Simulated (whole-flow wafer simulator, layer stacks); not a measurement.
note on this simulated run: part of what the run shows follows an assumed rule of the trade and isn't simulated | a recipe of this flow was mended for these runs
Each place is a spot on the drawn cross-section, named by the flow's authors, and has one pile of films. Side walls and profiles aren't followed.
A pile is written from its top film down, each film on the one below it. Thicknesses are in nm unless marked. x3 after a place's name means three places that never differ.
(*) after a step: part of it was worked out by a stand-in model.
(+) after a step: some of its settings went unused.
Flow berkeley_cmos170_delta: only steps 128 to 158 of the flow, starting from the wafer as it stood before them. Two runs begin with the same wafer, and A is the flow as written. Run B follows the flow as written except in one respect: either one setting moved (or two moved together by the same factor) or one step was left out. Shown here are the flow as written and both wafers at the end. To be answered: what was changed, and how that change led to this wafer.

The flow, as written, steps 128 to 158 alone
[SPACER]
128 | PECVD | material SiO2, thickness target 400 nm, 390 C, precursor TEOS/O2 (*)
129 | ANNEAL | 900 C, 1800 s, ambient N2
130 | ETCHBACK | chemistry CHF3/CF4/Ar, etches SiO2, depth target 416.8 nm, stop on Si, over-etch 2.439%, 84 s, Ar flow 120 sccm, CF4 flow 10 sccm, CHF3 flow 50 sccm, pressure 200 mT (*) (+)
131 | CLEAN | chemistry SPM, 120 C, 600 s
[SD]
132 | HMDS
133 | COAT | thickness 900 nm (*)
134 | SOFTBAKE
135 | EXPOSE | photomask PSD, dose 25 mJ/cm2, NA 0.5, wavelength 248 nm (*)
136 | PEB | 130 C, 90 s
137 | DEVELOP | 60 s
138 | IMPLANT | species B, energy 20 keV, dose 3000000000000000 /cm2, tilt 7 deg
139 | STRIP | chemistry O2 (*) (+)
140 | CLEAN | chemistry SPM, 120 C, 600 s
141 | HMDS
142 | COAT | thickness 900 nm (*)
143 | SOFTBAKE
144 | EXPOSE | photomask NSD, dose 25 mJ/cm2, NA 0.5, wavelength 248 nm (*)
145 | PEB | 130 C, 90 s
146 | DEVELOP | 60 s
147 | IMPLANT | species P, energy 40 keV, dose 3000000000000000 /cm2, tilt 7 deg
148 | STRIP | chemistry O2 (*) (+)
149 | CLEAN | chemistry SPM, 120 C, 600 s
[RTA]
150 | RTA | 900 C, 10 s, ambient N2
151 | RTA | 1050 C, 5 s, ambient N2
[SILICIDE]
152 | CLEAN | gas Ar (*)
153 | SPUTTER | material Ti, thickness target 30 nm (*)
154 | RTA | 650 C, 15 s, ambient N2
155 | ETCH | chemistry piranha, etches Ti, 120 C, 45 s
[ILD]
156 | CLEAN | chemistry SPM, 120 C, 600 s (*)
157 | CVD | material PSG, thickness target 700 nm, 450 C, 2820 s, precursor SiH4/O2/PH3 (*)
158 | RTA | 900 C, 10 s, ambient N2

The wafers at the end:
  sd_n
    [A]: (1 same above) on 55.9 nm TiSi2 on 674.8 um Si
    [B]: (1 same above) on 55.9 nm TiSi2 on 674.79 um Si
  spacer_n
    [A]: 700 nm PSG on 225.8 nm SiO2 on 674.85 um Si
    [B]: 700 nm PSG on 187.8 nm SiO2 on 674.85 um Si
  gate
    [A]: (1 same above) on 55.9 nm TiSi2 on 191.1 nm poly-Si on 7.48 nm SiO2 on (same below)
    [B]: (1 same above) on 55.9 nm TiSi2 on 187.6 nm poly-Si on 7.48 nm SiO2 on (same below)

Cause: step 128, PECVD: thickness target 362 nm was run, whereas the flow has thickness target 400 nm.

Step by step, how the change led to this:
  128 | PECVD | material SiO2, thickness target 400 nm, 390 C, precursor TEOS/O2 (*)
      field, sd_n, contact, m1: A SiO2 gains 400 | B SiO2 gains 362
      spacer_n, sd_p, spacer_p: A SiO2 gains 383.7 | B SiO2 gains 347.5
      (also at 2 further places)
  130 | ETCHBACK | chemistry CHF3/CF4/Ar, etches SiO2, depth target 416.8 nm, stop on Si, over-etch 2.439%, 84 s, Ar flow 120 sccm, CF4 flow 10 sccm, CHF3 flow 50 sccm, pressure 200 mT (*) (+)
      sd_n: A SiO2 loses 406 (all of it), Si loses 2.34 | B SiO2 loses 368 (all of it), Si loses 5.8
      gate: A SiO2 loses 400 (all of it), chemical SiO2 loses 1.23 (all of it), poly-Si loses 2.34 | B SiO2 loses 362 (all of it), chemical SiO2 loses 1.23 (all of it), poly-Si loses 5.8
      (also at 4 further places)
  133 | COAT | thickness 900 nm (*)
      gate: A KrF-resist gains 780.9 (new film) | B KrF-resist gains 762.4 (new film)
      spacer_p: A KrF-resist gains 794.1 (new film) | B KrF-resist gains 812 (new film)
      (also at 1 further place)
  137 | DEVELOP | 60 s
      spacer_p: A KrF-resist loses 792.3 (all of it) | B KrF-resist loses 810.2 (all of it)
      gate_p: A KrF-resist loses 771.7 (all of it) | B KrF-resist loses 755 (all of it)
  139 | STRIP | chemistry O2 (*) (+)
      sd_n: A KrF-resist loses 996.5 (all of it), chemical SiO2 gains 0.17, Si loses 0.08 | B KrF-resist loses 976.3 (all of it), chemical SiO2 gains 0.17, Si loses 0.07
      spacer_n: A KrF-resist loses 784.8 (all of it) | B KrF-resist loses 800.9 (all of it)
      (also at 1 further place)
  142 | COAT | thickness 900 nm (*)
      gate: A KrF-resist gains 780.9 (new film) | B KrF-resist gains 762.3 (new film)
      spacer_p: A KrF-resist gains 794.1 (new film) | B KrF-resist gains 812.3 (new film)
      (also at 1 further place)
  146 | DEVELOP | 60 s
      gate: A KrF-resist loses 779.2 (all of it) | B KrF-resist loses 760.6 (all of it)
  148 | STRIP | chemistry O2 (*) (+)
      spacer_p: A KrF-resist loses 777.5 (all of it) | B KrF-resist loses 795.6 (all of it)
      gate_p: A KrF-resist loses 756.6 (all of it), chemical SiO2 gains 0.07 | B KrF-resist loses 740.3 (all of it), chemical SiO2 gains 0.07
  153 | SPUTTER | material Ti, thickness target 30 nm (*)
      sd_p: A Ti gains 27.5 (new film) | B Ti gains 28.1 (new film)
  154 | RTA | 650 C, 15 s, ambient N2
      sd_p: A Ti loses 21.5, TiSi first gains 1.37 (new film), TiSi2 C49 gains 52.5 (new film), Si loses 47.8 | B Ti loses 21.9, TiSi first gains 2.4 (new film), TiSi2 C49 gains 52.1 (new film), Si loses 48.1
  158 | RTA | 900 C, 10 s, ambient N2
      sd_p: A under 1 film: TiSi2 gains 51.3 (new film), TiSi first loses 1.27 (all of it), TiSi2 C49 loses 52.5 (all of it), Si loses 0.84 | B under 1 film: TiSi2 gains 52.3 (new film), TiSi first loses 2.3 (all of it), TiSi2 C49 loses 52.1 (all of it), Si loses 1.53
